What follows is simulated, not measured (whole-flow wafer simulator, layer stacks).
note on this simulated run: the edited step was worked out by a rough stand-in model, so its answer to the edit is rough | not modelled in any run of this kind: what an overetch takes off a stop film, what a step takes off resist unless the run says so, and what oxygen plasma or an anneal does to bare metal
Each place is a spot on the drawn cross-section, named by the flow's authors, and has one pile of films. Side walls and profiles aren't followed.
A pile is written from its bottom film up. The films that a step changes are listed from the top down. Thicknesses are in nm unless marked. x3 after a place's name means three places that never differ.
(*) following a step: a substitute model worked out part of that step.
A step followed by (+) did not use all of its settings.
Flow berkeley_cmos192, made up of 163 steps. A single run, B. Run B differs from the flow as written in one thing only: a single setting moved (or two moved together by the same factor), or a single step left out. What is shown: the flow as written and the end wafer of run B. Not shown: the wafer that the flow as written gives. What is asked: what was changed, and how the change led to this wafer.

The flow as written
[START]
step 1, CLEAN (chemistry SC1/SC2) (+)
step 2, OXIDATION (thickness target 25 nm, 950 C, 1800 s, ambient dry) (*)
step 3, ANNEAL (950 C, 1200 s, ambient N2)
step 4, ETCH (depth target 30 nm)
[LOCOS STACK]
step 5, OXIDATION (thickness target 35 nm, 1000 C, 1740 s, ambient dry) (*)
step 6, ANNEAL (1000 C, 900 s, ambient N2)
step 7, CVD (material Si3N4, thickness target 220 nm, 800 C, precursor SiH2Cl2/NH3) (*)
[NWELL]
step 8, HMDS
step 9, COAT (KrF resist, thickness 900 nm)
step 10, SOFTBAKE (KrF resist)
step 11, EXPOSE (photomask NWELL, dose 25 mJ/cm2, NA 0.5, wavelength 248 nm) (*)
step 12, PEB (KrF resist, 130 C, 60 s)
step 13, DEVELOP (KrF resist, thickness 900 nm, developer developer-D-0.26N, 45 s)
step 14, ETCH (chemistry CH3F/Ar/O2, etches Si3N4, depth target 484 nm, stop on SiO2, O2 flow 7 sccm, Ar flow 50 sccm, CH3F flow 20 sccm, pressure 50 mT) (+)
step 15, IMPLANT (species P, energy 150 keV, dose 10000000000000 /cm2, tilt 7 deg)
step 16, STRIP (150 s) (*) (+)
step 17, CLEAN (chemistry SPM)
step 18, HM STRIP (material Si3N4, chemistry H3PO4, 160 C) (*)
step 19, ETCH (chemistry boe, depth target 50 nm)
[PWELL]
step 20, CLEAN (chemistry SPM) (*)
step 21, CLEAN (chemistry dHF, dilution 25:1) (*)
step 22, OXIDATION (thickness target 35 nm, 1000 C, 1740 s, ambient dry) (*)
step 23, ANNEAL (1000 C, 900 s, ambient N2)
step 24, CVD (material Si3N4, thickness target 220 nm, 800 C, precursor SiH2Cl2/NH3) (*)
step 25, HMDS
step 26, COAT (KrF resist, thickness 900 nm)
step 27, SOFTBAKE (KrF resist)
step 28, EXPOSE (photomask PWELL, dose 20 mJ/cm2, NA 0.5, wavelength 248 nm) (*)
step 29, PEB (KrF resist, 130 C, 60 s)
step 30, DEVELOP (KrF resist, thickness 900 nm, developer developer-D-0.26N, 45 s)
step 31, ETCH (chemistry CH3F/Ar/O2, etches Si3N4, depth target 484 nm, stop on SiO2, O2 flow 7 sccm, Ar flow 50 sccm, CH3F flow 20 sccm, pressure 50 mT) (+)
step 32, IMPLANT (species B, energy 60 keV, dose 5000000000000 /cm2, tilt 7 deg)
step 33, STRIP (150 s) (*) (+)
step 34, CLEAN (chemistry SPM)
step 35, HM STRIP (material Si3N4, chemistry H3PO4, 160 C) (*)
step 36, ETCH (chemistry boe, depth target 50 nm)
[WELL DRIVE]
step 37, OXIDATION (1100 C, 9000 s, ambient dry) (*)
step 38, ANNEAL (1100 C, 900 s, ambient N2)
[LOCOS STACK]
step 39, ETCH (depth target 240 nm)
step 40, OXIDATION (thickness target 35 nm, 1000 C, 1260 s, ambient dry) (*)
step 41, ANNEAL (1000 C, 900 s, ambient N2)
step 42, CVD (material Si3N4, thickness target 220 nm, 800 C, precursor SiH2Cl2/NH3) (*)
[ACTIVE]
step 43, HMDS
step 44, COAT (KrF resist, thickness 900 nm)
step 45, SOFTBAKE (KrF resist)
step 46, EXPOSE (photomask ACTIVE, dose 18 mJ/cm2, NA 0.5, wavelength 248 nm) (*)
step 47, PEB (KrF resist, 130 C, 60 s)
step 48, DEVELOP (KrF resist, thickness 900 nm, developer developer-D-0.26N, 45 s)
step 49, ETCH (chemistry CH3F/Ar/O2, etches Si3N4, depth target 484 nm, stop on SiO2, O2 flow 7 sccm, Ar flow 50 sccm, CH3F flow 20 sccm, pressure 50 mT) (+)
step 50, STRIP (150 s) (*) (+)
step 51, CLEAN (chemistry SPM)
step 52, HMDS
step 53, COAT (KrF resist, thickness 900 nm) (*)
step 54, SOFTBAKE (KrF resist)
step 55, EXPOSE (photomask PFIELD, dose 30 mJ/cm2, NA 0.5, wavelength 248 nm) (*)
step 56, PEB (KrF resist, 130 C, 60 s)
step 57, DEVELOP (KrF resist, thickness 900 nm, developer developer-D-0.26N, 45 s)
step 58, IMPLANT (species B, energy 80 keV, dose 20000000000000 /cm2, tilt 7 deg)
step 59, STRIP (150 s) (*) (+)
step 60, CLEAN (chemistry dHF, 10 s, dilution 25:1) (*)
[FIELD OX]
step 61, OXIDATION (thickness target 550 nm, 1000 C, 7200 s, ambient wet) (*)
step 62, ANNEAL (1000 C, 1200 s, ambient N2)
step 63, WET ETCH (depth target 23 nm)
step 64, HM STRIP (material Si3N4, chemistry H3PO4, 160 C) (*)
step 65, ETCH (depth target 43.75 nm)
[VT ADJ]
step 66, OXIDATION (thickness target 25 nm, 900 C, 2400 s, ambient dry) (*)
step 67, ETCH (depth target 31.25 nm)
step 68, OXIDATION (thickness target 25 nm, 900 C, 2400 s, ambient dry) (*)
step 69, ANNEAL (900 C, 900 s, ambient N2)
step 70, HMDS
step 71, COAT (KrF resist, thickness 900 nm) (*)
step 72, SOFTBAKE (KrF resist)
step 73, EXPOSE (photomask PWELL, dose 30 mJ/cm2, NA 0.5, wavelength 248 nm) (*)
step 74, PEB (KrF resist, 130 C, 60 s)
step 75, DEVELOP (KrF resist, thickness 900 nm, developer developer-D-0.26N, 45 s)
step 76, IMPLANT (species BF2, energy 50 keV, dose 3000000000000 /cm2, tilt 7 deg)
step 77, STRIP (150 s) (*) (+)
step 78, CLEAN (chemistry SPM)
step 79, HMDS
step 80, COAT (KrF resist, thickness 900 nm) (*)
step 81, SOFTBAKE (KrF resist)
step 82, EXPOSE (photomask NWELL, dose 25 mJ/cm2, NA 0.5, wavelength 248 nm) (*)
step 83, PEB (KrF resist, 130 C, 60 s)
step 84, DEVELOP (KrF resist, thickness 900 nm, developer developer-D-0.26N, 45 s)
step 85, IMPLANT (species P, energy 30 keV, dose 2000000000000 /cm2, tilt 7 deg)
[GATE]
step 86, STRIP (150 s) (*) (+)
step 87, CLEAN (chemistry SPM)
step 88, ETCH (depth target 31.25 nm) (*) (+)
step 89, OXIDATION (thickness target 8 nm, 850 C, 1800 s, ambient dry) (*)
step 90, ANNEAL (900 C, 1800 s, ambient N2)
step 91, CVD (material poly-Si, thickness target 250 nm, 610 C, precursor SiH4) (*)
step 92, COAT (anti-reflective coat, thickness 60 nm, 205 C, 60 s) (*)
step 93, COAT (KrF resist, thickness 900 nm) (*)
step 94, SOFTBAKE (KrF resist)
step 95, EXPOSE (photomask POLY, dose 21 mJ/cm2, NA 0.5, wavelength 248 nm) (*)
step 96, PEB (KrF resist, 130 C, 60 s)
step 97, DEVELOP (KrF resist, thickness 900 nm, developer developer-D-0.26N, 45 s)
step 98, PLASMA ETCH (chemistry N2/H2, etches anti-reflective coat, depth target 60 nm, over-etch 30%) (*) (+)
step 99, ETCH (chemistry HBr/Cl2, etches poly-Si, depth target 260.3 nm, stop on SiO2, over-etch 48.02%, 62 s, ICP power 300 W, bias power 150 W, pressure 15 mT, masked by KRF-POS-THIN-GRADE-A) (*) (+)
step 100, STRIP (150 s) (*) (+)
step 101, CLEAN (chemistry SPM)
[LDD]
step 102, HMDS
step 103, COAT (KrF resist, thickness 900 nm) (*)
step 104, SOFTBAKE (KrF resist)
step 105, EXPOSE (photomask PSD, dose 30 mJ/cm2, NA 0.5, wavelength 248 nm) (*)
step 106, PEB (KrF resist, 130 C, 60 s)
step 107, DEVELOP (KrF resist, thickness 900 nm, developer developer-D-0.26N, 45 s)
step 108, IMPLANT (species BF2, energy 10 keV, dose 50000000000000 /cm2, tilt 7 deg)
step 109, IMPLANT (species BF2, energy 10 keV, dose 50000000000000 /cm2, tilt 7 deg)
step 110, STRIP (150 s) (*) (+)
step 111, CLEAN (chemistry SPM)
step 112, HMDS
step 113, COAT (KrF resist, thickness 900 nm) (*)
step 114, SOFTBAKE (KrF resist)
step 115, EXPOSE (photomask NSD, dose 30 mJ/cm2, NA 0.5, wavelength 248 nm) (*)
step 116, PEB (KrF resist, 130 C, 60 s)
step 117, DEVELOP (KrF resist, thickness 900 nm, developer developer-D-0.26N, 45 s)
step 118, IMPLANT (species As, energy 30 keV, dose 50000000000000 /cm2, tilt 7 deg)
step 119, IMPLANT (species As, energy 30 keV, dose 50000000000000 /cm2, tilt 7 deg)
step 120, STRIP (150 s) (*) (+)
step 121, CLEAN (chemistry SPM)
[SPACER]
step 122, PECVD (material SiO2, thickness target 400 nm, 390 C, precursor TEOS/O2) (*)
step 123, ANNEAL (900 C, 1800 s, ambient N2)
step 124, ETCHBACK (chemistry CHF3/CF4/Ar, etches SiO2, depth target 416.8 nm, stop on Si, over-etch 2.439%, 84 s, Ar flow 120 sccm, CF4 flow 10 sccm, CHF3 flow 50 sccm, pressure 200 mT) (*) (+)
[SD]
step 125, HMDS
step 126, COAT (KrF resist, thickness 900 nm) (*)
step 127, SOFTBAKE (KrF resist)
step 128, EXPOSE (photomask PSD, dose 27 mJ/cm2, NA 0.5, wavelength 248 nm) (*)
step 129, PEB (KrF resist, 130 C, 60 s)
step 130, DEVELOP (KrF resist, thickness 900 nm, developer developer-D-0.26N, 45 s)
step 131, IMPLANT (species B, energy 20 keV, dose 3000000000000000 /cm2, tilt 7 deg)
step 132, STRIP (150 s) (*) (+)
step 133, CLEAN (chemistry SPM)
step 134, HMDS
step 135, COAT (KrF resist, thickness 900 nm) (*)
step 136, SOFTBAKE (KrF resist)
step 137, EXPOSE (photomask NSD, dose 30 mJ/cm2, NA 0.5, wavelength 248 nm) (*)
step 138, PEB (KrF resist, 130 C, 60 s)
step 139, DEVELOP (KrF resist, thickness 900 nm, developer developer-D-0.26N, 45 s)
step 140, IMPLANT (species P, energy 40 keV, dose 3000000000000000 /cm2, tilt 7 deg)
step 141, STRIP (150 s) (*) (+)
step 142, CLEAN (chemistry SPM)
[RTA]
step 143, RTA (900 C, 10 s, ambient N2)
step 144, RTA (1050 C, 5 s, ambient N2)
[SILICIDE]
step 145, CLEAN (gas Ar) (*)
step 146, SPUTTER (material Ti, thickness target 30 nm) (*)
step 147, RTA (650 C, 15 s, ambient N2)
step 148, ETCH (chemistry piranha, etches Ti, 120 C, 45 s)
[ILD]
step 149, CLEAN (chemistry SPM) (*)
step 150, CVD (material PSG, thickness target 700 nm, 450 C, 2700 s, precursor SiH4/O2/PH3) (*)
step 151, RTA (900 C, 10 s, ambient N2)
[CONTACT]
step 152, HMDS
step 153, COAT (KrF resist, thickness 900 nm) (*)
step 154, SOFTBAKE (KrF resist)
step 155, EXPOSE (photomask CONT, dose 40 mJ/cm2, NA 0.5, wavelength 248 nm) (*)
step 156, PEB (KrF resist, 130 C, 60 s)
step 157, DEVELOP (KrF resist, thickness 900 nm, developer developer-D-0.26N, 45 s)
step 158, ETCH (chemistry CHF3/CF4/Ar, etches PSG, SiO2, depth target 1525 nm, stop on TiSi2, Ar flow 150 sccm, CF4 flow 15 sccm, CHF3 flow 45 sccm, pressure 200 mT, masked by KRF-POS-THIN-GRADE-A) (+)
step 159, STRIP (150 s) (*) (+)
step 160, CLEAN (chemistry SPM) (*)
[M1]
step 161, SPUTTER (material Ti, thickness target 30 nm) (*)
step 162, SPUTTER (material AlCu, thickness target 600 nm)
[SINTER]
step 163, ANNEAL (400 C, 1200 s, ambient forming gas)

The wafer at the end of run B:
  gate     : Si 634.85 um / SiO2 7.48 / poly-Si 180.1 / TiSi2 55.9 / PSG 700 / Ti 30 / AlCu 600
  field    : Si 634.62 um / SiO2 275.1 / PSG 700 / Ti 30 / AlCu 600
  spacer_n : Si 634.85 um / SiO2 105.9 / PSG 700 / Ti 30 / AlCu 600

The reason: step 122, PECVD: thickness target 280 nm was run, whereas the flow has thickness target 400 nm.

How this came from the change, step by step:
  step 122, PECVD (material SiO2, thickness target 400 nm, 390 C, precursor TEOS/O2) (*)
      field, sd_n, contact, m1: +280 SiO2 (as written it would have been: +400 SiO2)
      spacer_n, sd_p, spacer_p: +270.3 SiO2 (as written it would have been: +385.5 SiO2)
      (and at 2 other places as well)
  step 124, ETCHBACK (chemistry CHF3/CF4/Ar, etches SiO2, depth target 416.8 nm, stop on Si, over-etch 2.439%, 84 s, Ar flow 120 sccm, CF4 flow 10 sccm, CHF3 flow 50 sccm, pressure 200 mT) (*) (+)
      gate, gate_p: -280 SiO2 (all of it), -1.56 chemical SiO2 (all of it), -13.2 poly-Si (as written it would have been: -400 SiO2 (all of it), -1.56 chemical SiO2 (all of it), -2.31 poly-Si)
      sd_n: -286 SiO2 (all of it) (as written it would have been: -406 SiO2 (all of it))
      (and at 5 other places as well)
  step 126, COAT (KrF resist, thickness 900 nm) (*)
      field: +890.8 KrF resist (new film) (as written it would have been: +865.2 KrF resist (new film))
      sd_n: +931.9 KrF resist (new film) (as written it would have been: +999.7 KrF resist (new film))
      (and at 7 other places as well)
  step 130, DEVELOP (KrF resist, thickness 900 nm, developer developer-D-0.26N, 45 s)
      sd_p: -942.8 KrF resist (all of it) (as written it would have been: -1004.6 KrF resist (all of it))
      spacer_p: -845.4 KrF resist (all of it) (as written it would have been: -784.6 KrF resist (all of it))
      (and at 1 other place as well)
  step 132, STRIP (150 s) (*) (+)
      field: -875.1 KrF resist (all of it) (as written it would have been: -849.7 KrF resist (all of it))
      sd_n: +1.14 chemical SiO2 (new film), -916.2 KrF resist (all of it), -0.5 Si (as written it would have been: +1.13 chemical SiO2 (new film), -983.9 KrF resist (all of it), -0.5 Si)
      (and at 4 other places as well)
  step 135, COAT (KrF resist, thickness 900 nm) (*)
      field: +890.8 KrF resist (new film) (as written it would have been: +865 KrF resist (new film))
      sd_n: +931.6 KrF resist (new film) (as written it would have been: +999.2 KrF resist (new film))
      (and at 7 other places as well)
  step 139, DEVELOP (KrF resist, thickness 900 nm, developer developer-D-0.26N, 45 s)
      sd_n: -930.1 KrF resist (all of it) (as written it would have been: -997.6 KrF resist (all of it))
      spacer_n: -846.9 KrF resist (all of it) (as written it would have been: -789.9 KrF resist (all of it))
      (and at 2 other places as well)
  step 141, STRIP (150 s) (*) (+)
      field: -875.2 KrF resist (all of it) (as written it would have been: -849.5 KrF resist (all of it))
      sd_p: -928.3 KrF resist (all of it), +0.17 chemical SiO2, -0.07 Si (as written it would have been: -989.8 KrF resist (all of it), +0.16 chemical SiO2, -0.07 Si)
      (and at 3 other places as well)
  step 146, SPUTTER (material Ti, thickness target 30 nm) (*)
      sd_p: +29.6 Ti (new film) (as written it would have been: +28 Ti (new film))
  step 147, RTA (650 C, 15 s, ambient N2)
      sd_p: -23.1 Ti, +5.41 TiSi first (new film), +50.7 TiSi2 C49 (new film), -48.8 Si (as written it would have been: -21.9 Ti, +2.35 TiSi first (new film), +52.1 TiSi2 C49 (new film), -48.1 Si)
  step 150, CVD (material PSG, thickness target 700 nm, 450 C, 2700 s, precursor SiH4/O2/PH3) (*)
      sd_p: +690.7 PSG (new film) (as written it would have been: +665.5 PSG (new film))
  step 151, RTA (900 C, 10 s, ambient N2)
      sd_p: under 1 film: +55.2 TiSi2 (new film), -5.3 TiSi first (all of it), -50.7 TiSi2 C49 (all of it), -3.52 Si (as written it would have been: under 1 film: +52.2 TiSi2 (new film), -2.25 TiSi first (all of it), -52.1 TiSi2 C49 (all of it), -1.5 Si)
  step 153, COAT (KrF resist, thickness 900 nm) (*)
      sd_n: +930.1 KrF resist (new film) (as written it would have been: +1002.2 KrF resist (new film))
      spacer_n: +872.5 KrF resist (new film) (as written it would have been: +829.8 KrF resist (new film))
      (and at 6 other places as well)
  step 157, DEVELOP (KrF resist, thickness 900 nm, developer developer-D-0.26N, 45 s)
      contact: -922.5 KrF resist (all of it) (as written it would have been: -979.3 KrF resist (all of it))
  step 159, STRIP (150 s) (*) (+)
      field: -689.3 KrF resist (all of it) (as written it would have been: -671.6 KrF resist (all of it))
      sd_n: -720.4 KrF resist (all of it) (as written it would have been: -792.3 KrF resist (all of it))
      (and at 6 other places as well)
  step 161, SPUTTER (material Ti, thickness target 30 nm) (*)
      sd_p: +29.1 Ti (new film) (as written it would have been: +26.6 Ti (new film))
  step 162, SPUTTER (material AlCu, thickness target 600 nm)
      sd_p: +600 AlCu (new film) (as written it would have been: +551.2 AlCu (new film))
